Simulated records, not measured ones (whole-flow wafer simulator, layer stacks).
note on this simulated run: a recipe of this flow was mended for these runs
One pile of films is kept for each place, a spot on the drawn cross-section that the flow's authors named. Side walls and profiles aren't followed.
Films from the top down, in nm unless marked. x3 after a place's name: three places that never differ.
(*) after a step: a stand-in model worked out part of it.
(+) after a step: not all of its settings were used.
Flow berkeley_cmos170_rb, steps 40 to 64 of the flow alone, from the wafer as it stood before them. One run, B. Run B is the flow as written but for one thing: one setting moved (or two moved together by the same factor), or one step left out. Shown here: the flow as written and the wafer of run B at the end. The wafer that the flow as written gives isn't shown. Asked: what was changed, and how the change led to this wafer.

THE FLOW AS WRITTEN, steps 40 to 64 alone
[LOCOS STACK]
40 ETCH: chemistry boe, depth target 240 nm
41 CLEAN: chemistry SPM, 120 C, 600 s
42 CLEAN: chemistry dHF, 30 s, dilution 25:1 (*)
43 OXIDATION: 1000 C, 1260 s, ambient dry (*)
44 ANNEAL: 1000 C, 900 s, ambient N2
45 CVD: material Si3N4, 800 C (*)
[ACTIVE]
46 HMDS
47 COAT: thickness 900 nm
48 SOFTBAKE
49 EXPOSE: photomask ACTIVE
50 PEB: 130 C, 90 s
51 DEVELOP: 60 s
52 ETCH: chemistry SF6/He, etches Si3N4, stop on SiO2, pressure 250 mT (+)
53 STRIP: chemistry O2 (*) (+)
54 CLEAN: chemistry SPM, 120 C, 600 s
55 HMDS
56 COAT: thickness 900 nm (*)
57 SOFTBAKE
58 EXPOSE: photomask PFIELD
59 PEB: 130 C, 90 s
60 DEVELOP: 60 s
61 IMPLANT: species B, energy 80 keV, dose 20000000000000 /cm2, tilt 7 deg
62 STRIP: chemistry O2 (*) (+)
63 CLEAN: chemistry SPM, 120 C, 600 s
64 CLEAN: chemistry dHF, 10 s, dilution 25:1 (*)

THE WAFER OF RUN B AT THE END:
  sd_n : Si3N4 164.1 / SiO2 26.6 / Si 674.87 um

The cause: step 45, CVD: 780 C was run, where the flow has 800 C.

How the change led to this, step by step:
  45 CVD: material Si3N4, 800 C (*)
      field, sd_n, spacer_n and 6 more: Si3N4 +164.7 (new film) (as written it would be: Si3N4 +220 (new film))
  52 ETCH: chemistry SF6/He, etches Si3N4, stop on SiO2, pressure 250 mT (+)
      sd_n, spacer_n, gate, sd_p, spacer_p, gate_p, contact, m1: KrF-resist -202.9 (as written it would be: KrF-resist -263)
      field: Si3N4 -164.7 (all of it), SiO2 -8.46 (as written it would be: Si3N4 -220 (all of it), SiO2 -8.46)
  53 STRIP: chemistry O2 (*) (+)
      sd_n, spacer_n, gate, sd_p, spacer_p, gate_p, contact, m1: KrF-resist -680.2 (all of it) (as written it would be: KrF-resist -620 (all of it))
  56 COAT: thickness 900 nm (*)
      sd_n: KrF-resist +810.9 (new film) (as written it would be: KrF-resist +782.7 (new film))
      spacer_n: KrF-resist +835.8 (new film) (as written it would be: KrF-resist +816.2 (new film))
      (and at 6 more places)
  62 STRIP: chemistry O2 (*) (+)
      sd_n: KrF-resist -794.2 (all of it) (as written it would be: KrF-resist -766.1 (all of it))
      spacer_n: KrF-resist -819 (all of it) (as written it would be: KrF-resist -799.5 (all of it))
      (and at 6 more places)
